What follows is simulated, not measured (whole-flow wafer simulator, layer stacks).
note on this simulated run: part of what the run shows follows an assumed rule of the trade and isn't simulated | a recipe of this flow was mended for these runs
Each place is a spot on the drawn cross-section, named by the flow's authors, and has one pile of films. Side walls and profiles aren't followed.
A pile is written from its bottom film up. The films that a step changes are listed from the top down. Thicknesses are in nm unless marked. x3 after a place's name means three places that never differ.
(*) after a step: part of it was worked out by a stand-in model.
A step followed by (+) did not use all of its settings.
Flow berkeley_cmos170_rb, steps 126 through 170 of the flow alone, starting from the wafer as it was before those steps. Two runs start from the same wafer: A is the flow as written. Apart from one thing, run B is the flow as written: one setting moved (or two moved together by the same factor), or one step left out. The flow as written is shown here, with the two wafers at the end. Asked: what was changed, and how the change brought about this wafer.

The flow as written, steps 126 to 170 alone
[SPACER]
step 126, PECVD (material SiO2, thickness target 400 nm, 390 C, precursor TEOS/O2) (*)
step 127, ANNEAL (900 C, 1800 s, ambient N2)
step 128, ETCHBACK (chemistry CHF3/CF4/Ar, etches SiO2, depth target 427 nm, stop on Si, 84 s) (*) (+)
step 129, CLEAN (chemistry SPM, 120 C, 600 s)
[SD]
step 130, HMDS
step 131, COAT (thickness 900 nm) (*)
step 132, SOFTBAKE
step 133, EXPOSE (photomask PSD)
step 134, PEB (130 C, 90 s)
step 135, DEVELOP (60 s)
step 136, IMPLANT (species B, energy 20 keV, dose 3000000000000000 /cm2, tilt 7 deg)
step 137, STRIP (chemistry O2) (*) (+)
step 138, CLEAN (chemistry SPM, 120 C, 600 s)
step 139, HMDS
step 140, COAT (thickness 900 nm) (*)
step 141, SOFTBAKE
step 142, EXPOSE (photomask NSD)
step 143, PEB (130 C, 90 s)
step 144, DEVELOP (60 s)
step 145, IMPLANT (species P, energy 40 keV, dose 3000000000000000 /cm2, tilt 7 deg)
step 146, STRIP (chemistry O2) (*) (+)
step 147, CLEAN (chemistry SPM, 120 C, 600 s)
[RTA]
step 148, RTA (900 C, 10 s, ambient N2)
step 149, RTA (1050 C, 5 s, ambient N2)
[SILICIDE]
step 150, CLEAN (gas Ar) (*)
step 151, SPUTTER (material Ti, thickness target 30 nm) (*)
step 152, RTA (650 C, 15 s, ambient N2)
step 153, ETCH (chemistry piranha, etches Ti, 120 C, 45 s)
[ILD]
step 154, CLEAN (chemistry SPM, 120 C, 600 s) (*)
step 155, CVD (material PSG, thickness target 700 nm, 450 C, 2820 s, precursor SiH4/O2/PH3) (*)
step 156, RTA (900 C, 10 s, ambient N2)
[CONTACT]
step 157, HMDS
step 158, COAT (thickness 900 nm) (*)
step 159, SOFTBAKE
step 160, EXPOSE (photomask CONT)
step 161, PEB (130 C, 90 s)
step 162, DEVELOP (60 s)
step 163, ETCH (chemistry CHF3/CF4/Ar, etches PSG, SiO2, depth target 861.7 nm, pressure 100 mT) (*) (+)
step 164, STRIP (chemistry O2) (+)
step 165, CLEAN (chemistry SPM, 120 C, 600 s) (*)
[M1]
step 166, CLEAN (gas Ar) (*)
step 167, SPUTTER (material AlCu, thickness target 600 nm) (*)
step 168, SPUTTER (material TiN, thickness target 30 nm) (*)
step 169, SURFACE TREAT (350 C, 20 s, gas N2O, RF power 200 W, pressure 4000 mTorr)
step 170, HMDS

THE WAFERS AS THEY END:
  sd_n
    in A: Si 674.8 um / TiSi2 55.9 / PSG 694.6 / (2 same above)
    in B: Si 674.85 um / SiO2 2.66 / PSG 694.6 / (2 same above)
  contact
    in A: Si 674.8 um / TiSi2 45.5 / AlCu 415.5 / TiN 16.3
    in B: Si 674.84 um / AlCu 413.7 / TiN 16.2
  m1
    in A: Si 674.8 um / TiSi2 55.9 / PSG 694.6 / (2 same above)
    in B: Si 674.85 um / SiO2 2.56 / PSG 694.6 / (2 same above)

What caused this: step 126, PECVD: thickness target 429 nm was run, whereas the flow has thickness target 400 nm.

Step by step, how the change led to this:
  step 126, PECVD (material SiO2, thickness target 400 nm, 390 C, precursor TEOS/O2) (*)
      field, sd_n, contact, m1: A SiO2 gains 400 | B SiO2 gains 429
      spacer_n, sd_p, spacer_p: A SiO2 gains 385.3 | B SiO2 gains 413.1
      (and at 2 other places as well)
  step 128, ETCHBACK (chemistry CHF3/CF4/Ar, etches SiO2, depth target 427 nm, stop on Si, 84 s) (*) (+)
      gate, gate_p: A SiO2 loses 400 (all of it), chemical SiO2 loses 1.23 (all of it), poly-Si loses 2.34 | B SiO2 loses 427
      sd_n: A SiO2 loses 406 (all of it), Si loses 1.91 | B SiO2 loses 427
      (and at 3 other places as well)
  step 129, CLEAN (chemistry SPM, 120 C, 600 s)
      sd_n, contact, m1: A chemical SiO2 gains 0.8 (new film), Si loses 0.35 | B nothing
      gate, gate_p: A chemical SiO2 gains 0.8 (new film), poly-Si loses 0.35 | B nothing
  step 131, COAT (thickness 900 nm) (*)
      spacer_n: A KrF-resist gains 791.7 (new film) | B KrF-resist gains 808.6 (new film)
      gate: A KrF-resist gains 770.7 (new film) | B KrF-resist gains 814.5 (new film)
      (and at 2 other places as well)
  step 135, DEVELOP (60 s)
      sd_p: A KrF-resist loses 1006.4 (all of it) | B KrF-resist loses 1036.2 (all of it)
      gate_p: A KrF-resist loses 762.3 (all of it) | B KrF-resist loses 801 (all of it)
  step 137, STRIP (chemistry O2) (*) (+)
      gate: A KrF-resist loses 754.1 (all of it), chemical SiO2 gains 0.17, poly-Si loses 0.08 | B KrF-resist loses 797.7 (all of it)
      spacer_n: A KrF-resist loses 775.1 (all of it) | B KrF-resist loses 791.9 (all of it)
  step 140, COAT (thickness 900 nm) (*)
      spacer_n: A KrF-resist gains 791.4 (new film) | B KrF-resist gains 808.6 (new film)
      gate: A KrF-resist gains 770.4 (new film) | B KrF-resist gains 814.5 (new film)
      (and at 2 other places as well)
  step 144, DEVELOP (60 s)
      spacer_n: A KrF-resist loses 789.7 (all of it) | B KrF-resist loses 806.9 (all of it)
      gate: A KrF-resist loses 768.7 (all of it) | B KrF-resist loses 812.7 (all of it)
  step 146, STRIP (chemistry O2) (*) (+)
      gate_p: A KrF-resist loses 747.2 (all of it), chemical SiO2 gains 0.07 | B KrF-resist loses 786.1 (all of it)
      sd_p: A KrF-resist loses 991.3 (all of it), chemical SiO2 gains 0.07 | B KrF-resist loses 1021.1 (all of it), chemical SiO2 gains 0.07
  step 150, CLEAN (gas Ar) (*)
      sd_n, contact, m1: A chemical SiO2 loses 1.23 (all of it) | B SiO2 loses 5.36
      gate, gate_p: A chemical SiO2 loses 1.23 (all of it), poly-Si loses 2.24 | B SiO2 loses 2 (all of it), chemical SiO2 loses 1.23 (all of it), poly-Si loses 1.16
  step 151, SPUTTER (material Ti, thickness target 30 nm) (*)
      sd_p: A Ti gains 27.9 (new film) | B Ti gains 27 (new film)
  step 152, RTA (650 C, 15 s, ambient N2)
      sd_n, contact, m1: A Ti loses 23.4, TiSi first gains 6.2 (new film), TiSi2 C49 gains 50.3 (new film), Si loses 49 | B nothing
      sd_p: A Ti loses 21.8, TiSi first gains 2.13 (new film), TiSi2 C49 gains 52.2 (new film), Si loses 48 | B Ti loses 21.1, TiSi first gains 0.46 (new film), TiSi2 C49 gains 52.9 (new film), Si loses 47.6
  step 153, ETCH (chemistry piranha, etches Ti, 120 C, 45 s)
      sd_n, contact, m1: A Ti loses 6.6 (all of it), TiSi first loses 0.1 | B Ti loses 30 (all of it)
  step 155, CVD (material PSG, thickness target 700 nm, 450 C, 2820 s, precursor SiH4/O2/PH3) (*)
      sd_p: A PSG gains 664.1 (new film) | B PSG gains 648.4 (new film)
  step 156, RTA (900 C, 10 s, ambient N2)
      sd_n, contact, m1: A under 1 film: TiSi2 gains 55.9 (new film), TiSi first loses 6.09 (all of it), TiSi2 C49 loses 50.3 (all of it), Si loses 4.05 | B nothing
      sd_p: A under 1 film: TiSi2 gains 52 (new film), TiSi first loses 2.02 (all of it), TiSi2 C49 loses 52.2 (all of it), Si loses 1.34 | B under 1 film: TiSi2 gains 50.4 (new film), TiSi first loses 0.36 (all of it), TiSi2 C49 loses 52.9 (all of it), Si loses 0.24
  step 158, COAT (thickness 900 nm) (*)
      gate: A KrF-resist gains 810 (new film) | B KrF-resist gains 830.9 (new film)
      sd_p: A KrF-resist gains 1055.8 (new film) | B KrF-resist gains 1088.1 (new film)
      (and at 1 other place as well)
  ... 4 other steps ...
  step 168, SPUTTER (material TiN, thickness target 30 nm) (*)
      sd_p: A TiN gains 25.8 (new film) | B TiN gains 24.9 (new film)
